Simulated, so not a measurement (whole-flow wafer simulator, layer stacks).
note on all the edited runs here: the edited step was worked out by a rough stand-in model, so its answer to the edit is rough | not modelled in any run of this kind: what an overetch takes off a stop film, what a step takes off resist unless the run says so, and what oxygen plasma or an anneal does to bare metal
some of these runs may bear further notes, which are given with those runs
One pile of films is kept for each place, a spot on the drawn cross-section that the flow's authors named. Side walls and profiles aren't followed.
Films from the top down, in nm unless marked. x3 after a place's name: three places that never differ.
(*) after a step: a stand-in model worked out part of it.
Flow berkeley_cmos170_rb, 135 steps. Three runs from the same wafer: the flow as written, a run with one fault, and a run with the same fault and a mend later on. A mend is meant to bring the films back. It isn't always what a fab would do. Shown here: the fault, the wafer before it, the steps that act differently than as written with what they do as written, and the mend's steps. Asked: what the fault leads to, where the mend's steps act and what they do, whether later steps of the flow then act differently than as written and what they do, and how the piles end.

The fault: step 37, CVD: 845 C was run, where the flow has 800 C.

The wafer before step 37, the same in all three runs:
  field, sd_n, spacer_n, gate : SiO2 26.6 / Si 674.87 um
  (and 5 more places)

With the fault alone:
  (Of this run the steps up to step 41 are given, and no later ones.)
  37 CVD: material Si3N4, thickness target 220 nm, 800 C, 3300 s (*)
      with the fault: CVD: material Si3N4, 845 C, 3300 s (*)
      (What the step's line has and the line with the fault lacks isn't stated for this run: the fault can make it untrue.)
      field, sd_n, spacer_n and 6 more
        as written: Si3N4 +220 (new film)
        with the fault: Si3N4 +357.6 (new film)
  No later step of the flow up to step 41 acts differently than as written at any place that is followed.
  After step 41 the piles differ from the flow's by more than 2% or 0.5 nm, whichever is larger, at field, sd_n, spacer_n and 6 more.
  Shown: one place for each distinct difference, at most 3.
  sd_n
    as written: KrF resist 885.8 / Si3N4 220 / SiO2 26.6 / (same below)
    with the fault: KrF resist 885.8 / Si3N4 357.6 / SiO2 26.6 / (same below)
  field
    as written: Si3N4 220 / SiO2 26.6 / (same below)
    with the fault: Si3N4 357.6 / SiO2 26.6 / (same below)

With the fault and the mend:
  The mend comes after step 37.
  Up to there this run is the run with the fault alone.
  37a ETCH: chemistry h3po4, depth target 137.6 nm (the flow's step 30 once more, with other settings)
      field, sd_n, spacer_n and 6 more
        Si3N4 -137.6
  No later step of the flow acts differently than as written, at any place that is followed, by more than 2% or 0.5 nm, whichever is larger.
  At the end the piles are the same as the flow's at every place that both follow.
